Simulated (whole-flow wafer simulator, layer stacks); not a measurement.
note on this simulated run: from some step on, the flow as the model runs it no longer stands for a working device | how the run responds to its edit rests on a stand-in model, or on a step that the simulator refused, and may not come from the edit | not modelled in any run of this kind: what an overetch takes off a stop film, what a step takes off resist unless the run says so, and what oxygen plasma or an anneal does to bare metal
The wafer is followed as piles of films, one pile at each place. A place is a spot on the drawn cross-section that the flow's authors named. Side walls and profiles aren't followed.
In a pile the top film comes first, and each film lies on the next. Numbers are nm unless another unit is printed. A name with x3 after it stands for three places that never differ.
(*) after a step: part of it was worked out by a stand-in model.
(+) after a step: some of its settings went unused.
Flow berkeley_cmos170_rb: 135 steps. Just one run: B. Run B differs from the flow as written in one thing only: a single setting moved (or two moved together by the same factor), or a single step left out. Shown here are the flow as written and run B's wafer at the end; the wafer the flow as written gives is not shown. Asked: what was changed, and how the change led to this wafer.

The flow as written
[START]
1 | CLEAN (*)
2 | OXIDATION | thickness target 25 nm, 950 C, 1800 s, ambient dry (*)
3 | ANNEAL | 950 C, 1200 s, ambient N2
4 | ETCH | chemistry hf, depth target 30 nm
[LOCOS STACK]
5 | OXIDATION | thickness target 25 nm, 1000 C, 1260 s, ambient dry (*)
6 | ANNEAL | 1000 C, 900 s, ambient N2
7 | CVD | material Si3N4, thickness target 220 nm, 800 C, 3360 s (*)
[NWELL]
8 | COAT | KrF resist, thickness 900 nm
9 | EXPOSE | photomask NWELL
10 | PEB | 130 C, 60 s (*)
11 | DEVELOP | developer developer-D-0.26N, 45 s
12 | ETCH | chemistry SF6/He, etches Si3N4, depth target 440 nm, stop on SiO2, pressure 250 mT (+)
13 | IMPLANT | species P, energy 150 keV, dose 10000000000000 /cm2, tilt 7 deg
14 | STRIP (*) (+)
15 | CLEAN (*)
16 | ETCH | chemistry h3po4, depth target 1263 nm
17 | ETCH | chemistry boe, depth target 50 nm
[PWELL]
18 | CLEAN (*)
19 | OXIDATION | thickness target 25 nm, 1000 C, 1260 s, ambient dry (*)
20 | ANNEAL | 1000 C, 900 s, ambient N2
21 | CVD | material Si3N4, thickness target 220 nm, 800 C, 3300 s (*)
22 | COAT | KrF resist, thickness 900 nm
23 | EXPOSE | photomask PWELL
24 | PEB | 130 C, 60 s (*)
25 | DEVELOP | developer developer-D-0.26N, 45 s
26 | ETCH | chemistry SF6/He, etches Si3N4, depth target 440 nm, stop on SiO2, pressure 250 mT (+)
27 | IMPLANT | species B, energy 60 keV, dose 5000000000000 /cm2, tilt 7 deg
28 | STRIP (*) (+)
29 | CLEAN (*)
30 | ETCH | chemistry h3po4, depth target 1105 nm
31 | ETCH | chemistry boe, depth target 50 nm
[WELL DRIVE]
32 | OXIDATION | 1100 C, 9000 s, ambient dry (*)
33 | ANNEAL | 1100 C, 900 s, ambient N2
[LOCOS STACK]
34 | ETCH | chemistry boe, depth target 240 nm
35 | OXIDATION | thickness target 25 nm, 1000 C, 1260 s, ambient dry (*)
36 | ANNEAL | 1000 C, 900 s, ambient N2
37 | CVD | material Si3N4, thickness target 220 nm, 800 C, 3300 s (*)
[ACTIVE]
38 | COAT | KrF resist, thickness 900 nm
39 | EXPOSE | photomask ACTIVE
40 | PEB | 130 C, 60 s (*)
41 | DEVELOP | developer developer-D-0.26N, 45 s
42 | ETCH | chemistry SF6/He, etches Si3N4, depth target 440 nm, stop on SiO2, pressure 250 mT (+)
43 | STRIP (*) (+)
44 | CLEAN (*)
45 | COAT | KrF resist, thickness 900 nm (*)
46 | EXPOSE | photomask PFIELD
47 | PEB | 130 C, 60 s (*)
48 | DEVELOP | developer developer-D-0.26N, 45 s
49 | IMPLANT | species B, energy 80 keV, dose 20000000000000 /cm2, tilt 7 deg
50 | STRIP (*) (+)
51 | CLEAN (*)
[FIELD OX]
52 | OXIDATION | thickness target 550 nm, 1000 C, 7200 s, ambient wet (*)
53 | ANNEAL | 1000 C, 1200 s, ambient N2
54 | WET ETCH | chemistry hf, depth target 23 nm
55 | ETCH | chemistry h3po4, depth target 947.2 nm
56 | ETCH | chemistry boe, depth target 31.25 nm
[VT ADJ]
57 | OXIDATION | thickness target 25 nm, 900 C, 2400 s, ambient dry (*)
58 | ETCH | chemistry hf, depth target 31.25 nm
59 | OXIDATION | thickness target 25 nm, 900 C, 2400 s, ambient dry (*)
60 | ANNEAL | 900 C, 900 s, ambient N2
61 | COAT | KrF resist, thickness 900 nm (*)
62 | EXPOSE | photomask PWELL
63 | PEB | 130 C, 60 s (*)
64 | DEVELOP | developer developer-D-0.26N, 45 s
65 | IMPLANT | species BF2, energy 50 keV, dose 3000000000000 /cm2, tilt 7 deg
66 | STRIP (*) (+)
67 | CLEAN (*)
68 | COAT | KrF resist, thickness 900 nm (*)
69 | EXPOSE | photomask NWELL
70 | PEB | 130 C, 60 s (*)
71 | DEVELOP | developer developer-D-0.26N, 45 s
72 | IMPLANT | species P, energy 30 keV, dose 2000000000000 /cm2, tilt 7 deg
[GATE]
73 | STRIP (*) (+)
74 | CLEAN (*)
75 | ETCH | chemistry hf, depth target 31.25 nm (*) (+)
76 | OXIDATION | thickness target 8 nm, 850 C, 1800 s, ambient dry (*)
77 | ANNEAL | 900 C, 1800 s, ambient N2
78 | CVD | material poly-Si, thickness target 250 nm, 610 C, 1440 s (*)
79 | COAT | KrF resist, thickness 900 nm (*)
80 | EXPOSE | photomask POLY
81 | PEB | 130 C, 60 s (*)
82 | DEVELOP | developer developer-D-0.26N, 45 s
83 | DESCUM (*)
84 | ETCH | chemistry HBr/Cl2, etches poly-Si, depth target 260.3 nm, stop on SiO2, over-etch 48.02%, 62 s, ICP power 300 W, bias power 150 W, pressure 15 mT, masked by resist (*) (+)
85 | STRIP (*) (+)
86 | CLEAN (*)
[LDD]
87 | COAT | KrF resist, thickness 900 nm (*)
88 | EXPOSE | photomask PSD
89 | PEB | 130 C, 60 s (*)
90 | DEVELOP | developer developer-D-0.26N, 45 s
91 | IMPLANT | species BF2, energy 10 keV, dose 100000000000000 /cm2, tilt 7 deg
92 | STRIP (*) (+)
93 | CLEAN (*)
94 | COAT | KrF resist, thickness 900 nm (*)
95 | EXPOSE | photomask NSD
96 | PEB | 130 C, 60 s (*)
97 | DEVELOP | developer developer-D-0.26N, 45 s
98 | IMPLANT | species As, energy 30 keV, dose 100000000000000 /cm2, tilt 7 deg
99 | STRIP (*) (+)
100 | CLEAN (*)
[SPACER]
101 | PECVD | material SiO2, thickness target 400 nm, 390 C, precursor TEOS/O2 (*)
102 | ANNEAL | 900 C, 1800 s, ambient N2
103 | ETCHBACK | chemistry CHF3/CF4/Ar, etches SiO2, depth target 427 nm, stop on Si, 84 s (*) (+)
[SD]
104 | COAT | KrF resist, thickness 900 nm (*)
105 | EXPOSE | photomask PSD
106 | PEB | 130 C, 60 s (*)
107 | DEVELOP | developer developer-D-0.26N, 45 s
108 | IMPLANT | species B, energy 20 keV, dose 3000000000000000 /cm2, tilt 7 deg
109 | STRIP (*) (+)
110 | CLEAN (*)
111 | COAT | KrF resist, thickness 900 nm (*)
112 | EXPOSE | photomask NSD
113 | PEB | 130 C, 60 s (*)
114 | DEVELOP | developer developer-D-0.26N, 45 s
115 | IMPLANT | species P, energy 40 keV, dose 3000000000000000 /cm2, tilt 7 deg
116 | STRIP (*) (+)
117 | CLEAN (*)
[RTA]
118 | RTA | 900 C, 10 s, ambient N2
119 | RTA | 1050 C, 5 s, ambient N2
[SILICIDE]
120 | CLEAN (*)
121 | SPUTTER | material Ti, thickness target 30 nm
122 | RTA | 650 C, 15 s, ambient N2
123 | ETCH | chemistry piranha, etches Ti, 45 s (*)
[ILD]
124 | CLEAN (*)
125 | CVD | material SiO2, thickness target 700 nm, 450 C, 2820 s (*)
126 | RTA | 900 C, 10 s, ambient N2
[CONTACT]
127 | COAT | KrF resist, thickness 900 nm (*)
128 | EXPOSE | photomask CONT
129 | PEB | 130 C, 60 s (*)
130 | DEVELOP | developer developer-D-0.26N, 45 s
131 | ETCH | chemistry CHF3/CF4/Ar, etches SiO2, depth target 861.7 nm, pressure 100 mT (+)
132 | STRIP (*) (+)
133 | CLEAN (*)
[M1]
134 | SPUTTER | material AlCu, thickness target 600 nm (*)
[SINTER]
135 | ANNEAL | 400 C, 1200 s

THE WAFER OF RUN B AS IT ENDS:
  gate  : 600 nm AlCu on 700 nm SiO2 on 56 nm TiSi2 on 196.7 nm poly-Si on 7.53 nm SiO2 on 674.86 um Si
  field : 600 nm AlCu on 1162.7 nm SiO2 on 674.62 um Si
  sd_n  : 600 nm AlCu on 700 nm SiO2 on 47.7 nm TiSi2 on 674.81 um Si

The reason: step 34, ETCH: depth target 178 nm was run, while the flow as written has depth target 240 nm.

The path from the change to this, step by step:
  34 | ETCH | chemistry boe, depth target 240 nm
      field, sd_n, spacer_n and 6 more: SiO2 loses 178 (as written it would have been: SiO2 loses 197.6 (all of it))
  35 | OXIDATION | thickness target 25 nm, 1000 C, 1260 s, ambient dry (*)
      field, sd_n, spacer_n and 6 more: SiO2 gains 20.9, Si loses 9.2 (as written it would have been: SiO2 gains 26.6 (new film), Si loses 11.7)
  52 | OXIDATION | thickness target 550 nm, 1000 C, 7200 s, ambient wet (*)
      gate: SiO2 gains 12.9 (new film), Si3N4 loses 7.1 (as written it would have been: SiO2 gains 12.9 (new film), Si3N4 loses 7.1, SiO2 gains 0.08, Si loses 0.08)
      sd_n: SiO2 gains 12.9 (new film), Si3N4 loses 7.1, SiO2 gains 8.95, Si loses 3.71 (as written it would have been: SiO2 gains 12.9 (new film), Si3N4 loses 7.1, SiO2 gains 2.22, Si loses 0.84)
      (as well as at 2 more places)
  56 | ETCH | chemistry boe, depth target 31.25 nm
      spacer_n, gate, sd_p, spacer_p, gate_p, contact: SiO2 loses 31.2 (as written it would have been: SiO2 loses 26.6 (all of it))
      sd_n: SiO2 loses 31.3 (as written it would have been: SiO2 loses 28.8 (all of it))
      (as well as at 1 more place)
  57 | OXIDATION | thickness target 25 nm, 900 C, 2400 s, ambient dry (*)
      spacer_n, gate, spacer_p, gate_p, contact: SiO2 gains 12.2, Si loses 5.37 (as written it would have been: SiO2 gains 15 (new film), Si loses 6.62)
      sd_n: SiO2 gains 10.5, Si loses 4.64 (as written it would have been: SiO2 gains 15 (new film), Si loses 6.62)
      (as well as at 2 more places)
  58 | ETCH | chemistry hf, depth target 31.25 nm
      m1: SiO2 loses 31.2 (as written it would have been: SiO2 loses 15 (all of it))
      spacer_n, gate, spacer_p, gate_p, contact: SiO2 loses 21.4 (all of it) (as written it would have been: SiO2 loses 15 (all of it))
      (as well as at 2 more places)
  59 | OXIDATION | thickness target 25 nm, 900 C, 2400 s, ambient dry (*)
      m1: SiO2 gains 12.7, Si loses 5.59 (as written it would have been: SiO2 gains 15 (new film), Si loses 6.62)
  121 | SPUTTER | material Ti, thickness target 30 nm
      sd_n: Ti gains 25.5 (new film) (as written it would have been: Ti gains 30 (new film))
  122 | RTA | 650 C, 15 s, ambient N2
      sd_n: Ti loses 19.9, TiSi2 C49 gains 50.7 (new film), Si loses 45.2 (as written it would have been: Ti loses 23.4, TiSi first gains 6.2 (new film), TiSi2 C49 gains 50.3 (new film), Si loses 49)
  123 | ETCH | chemistry piranha, etches Ti, 45 s (*)
      sd_n: Ti loses 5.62 (all of it) (as written it would have been: Ti loses 6.6 (all of it))
  126 | RTA | 900 C, 10 s, ambient N2
      sd_n: under 1 film: TiSi2 gains 47.7 (new film), TiSi2 C49 loses 50.7 (all of it) (as written it would have been: under 1 film: TiSi2 gains 56 (new film), TiSi first loses 6.2 (all of it), TiSi2 C49 loses 50.3 (all of it), Si loses 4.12)
